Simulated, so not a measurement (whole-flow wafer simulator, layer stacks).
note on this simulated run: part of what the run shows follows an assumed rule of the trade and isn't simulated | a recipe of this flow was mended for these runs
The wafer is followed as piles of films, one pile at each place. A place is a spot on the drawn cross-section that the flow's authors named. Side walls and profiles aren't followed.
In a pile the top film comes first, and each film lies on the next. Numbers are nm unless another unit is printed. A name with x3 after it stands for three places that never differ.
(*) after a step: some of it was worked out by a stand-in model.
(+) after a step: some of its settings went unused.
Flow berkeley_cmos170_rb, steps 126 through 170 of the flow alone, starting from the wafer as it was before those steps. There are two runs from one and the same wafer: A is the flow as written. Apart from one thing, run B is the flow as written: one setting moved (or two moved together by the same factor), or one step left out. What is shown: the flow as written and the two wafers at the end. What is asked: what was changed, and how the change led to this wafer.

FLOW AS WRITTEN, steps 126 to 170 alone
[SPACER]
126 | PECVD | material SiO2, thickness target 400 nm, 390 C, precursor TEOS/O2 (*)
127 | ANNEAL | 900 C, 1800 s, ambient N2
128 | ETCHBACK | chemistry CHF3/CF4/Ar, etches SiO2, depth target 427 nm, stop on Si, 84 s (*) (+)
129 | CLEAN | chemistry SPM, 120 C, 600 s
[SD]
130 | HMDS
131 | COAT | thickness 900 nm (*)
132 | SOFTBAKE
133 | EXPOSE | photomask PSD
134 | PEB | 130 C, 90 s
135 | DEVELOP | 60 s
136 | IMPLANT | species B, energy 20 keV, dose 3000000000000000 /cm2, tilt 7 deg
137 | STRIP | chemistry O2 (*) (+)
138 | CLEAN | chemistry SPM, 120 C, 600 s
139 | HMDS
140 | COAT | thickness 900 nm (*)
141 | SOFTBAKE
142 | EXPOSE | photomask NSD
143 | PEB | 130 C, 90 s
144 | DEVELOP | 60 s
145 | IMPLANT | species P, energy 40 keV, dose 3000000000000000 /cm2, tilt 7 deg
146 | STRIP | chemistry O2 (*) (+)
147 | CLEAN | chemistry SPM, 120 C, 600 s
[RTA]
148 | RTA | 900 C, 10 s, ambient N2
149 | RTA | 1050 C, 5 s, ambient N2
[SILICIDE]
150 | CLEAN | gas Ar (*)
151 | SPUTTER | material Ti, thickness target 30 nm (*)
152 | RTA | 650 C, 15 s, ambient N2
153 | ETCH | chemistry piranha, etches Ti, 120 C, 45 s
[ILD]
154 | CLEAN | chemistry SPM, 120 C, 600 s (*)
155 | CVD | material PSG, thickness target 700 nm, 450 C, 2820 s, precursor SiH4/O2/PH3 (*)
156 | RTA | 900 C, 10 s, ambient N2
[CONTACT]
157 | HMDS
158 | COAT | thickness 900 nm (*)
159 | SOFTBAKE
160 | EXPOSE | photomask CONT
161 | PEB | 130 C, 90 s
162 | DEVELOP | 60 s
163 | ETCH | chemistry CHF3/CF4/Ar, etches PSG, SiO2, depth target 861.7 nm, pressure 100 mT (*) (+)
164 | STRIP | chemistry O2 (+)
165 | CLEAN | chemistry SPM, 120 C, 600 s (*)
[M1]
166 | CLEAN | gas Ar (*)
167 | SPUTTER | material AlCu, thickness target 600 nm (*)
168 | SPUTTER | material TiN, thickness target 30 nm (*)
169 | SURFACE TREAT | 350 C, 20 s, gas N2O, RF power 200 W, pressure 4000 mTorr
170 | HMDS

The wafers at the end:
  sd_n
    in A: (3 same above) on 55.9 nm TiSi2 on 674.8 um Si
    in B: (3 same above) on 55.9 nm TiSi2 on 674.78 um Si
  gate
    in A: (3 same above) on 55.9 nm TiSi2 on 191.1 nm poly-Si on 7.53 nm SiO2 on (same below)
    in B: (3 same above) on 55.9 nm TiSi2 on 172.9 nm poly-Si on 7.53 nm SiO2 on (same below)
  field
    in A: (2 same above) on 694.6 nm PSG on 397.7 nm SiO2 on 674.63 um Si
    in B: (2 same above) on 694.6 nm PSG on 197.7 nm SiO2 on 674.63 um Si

Cause: step 126, PECVD: thickness target 200 nm was run, while the flow as written has thickness target 400 nm.

Step by step, how the change led to this:
  126 | PECVD | material SiO2, thickness target 400 nm, 390 C, precursor TEOS/O2 (*)
      field, sd_n, contact, m1: A SiO2 gains 400 | B SiO2 gains 200
      spacer_n, sd_p, spacer_p: A SiO2 gains 385.3 | B SiO2 gains 193.1
      (as well as at 2 more places)
  128 | ETCHBACK | chemistry CHF3/CF4/Ar, etches SiO2, depth target 427 nm, stop on Si, 84 s (*) (+)
      spacer_n, spacer_p: A SiO2 loses 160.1 | B nothing
      gate, gate_p: A SiO2 loses 400 (all of it), chemical SiO2 loses 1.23 (all of it), poly-Si loses 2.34 | B SiO2 loses 200 (all of it), chemical SiO2 loses 1.23 (all of it), poly-Si loses 20.5
      (as well as at 4 more places)
  131 | COAT | thickness 900 nm (*)
      field: A KrF-resist gains 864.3 (new film) | B KrF-resist gains 908 (new film)
      sd_n: A KrF-resist gains 1002.7 (new film) | B KrF-resist gains 902.4 (new film)
      (as well as at 7 more places)
  135 | DEVELOP | 60 s
      sd_p: A KrF-resist loses 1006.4 (all of it) | B KrF-resist loses 925.7 (all of it)
      spacer_p: A KrF-resist loses 783.4 (all of it) | B KrF-resist loses 732.8 (all of it)
      (as well as at 1 more place)
  137 | STRIP | chemistry O2 (*) (+)
      field: A KrF-resist loses 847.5 (all of it) | B KrF-resist loses 891.1 (all of it)
      sd_n: A KrF-resist loses 985.4 (all of it), chemical SiO2 gains 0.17, Si loses 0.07 | B KrF-resist loses 885.4 (all of it), chemical SiO2 gains 0.16, Si loses 0.07
      (as well as at 4 more places)
  140 | COAT | thickness 900 nm (*)
      field: A KrF-resist gains 864.2 (new film) | B KrF-resist gains 908 (new film)
      sd_n: A KrF-resist gains 1002.3 (new film) | B KrF-resist gains 902.3 (new film)
      (as well as at 7 more places)
  144 | DEVELOP | 60 s
      sd_n: A KrF-resist loses 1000 (all of it) | B KrF-resist loses 900.3 (all of it)
      spacer_n: A KrF-resist loses 789.7 (all of it) | B KrF-resist loses 732.9 (all of it)
      (as well as at 3 more places)
  146 | STRIP | chemistry O2 (*) (+)
      field: A KrF-resist loses 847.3 (all of it) | B KrF-resist loses 891 (all of it)
      sd_p: A KrF-resist loses 991.3 (all of it), chemical SiO2 gains 0.07 | B KrF-resist loses 910.7 (all of it), chemical SiO2 gains 0.07
      (as well as at 2 more places)
  151 | SPUTTER | material Ti, thickness target 30 nm (*)
      sd_p: A Ti gains 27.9 (new film) | B Ti gains 30 (new film)
  152 | RTA | 650 C, 15 s, ambient N2
      sd_p: A Ti loses 21.8, TiSi first gains 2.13 (new film), TiSi2 C49 gains 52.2 (new film), Si loses 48 | B Ti loses 23.4, TiSi first gains 6.2 (new film), TiSi2 C49 gains 50.3 (new film), Si loses 49
  155 | CVD | material PSG, thickness target 700 nm, 450 C, 2820 s, precursor SiH4/O2/PH3 (*)
      sd_p: A PSG gains 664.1 (new film) | B PSG gains 700 (new film)
  156 | RTA | 900 C, 10 s, ambient N2
      sd_p: A under 1 film: TiSi2 gains 52 (new film), TiSi first loses 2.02 (all of it), TiSi2 C49 loses 52.2 (all of it), Si loses 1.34 | B under 1 film: TiSi2 gains 55.9 (new film), TiSi first loses 6.09 (all of it), TiSi2 C49 loses 50.3 (all of it), Si loses 4.05
  158 | COAT | thickness 900 nm (*)
      field: A KrF-resist gains 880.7 (new film) | B KrF-resist gains 918.3 (new film)
      sd_n: A KrF-resist gains 1005.1 (new film) | B KrF-resist gains 901.7 (new film)
      (as well as at 7 more places)
  162 | DEVELOP | 60 s
      contact: A KrF-resist loses 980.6 (all of it) | B KrF-resist loses 898.3 (all of it)
  164 | STRIP | chemistry O2 (+)
      field: A KrF-resist loses 648.4 (all of it) | B KrF-resist loses 685.9 (all of it)
      sd_n: A KrF-resist loses 772.5 (all of it) | B KrF-resist loses 669.3 (all of it)
      (as well as at 6 more places)
  167 | SPUTTER | material AlCu, thickness target 600 nm (*)
      sd_p: A AlCu gains 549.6 (new film) | B AlCu gains 600 (new film)
  168 | SPUTTER | material TiN, thickness target 30 nm (*)
      sd_p: A TiN gains 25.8 (new film) | B TiN gains 30 (new film)
